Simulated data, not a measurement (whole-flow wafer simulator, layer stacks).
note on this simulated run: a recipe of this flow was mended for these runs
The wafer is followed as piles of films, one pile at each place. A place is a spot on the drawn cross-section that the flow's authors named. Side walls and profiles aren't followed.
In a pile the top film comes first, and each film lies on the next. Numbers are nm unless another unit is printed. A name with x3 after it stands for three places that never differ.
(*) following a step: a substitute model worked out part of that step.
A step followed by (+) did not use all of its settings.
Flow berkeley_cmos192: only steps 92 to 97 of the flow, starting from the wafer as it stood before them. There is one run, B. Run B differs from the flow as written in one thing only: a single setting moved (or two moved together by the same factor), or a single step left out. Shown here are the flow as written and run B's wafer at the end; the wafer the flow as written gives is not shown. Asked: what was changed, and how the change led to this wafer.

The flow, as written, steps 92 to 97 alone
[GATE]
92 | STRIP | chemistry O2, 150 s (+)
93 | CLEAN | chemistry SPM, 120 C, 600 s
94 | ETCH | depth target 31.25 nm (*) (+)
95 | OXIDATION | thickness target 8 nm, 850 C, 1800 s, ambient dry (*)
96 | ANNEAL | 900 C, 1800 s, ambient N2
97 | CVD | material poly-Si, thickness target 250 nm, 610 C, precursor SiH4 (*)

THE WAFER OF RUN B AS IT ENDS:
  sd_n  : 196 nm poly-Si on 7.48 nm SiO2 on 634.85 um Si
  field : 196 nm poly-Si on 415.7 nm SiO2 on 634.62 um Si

Cause: step 97, CVD: thickness target 196 nm was run, while the flow as written has thickness target 250 nm.
The wafer lets one read it off: sd_n has poly-Si 196, and step 97 as written asks for 250 nm.

Step by step, how the change led to this:
  97 | CVD | material poly-Si, thickness target 250 nm, 610 C, precursor SiH4 (*)
      field, sd_n, spacer_n, gate, sd_p, spacer_p x2, contact, m1: +196 poly-Si (new film) (it would be, as written: +250 poly-Si (new film))
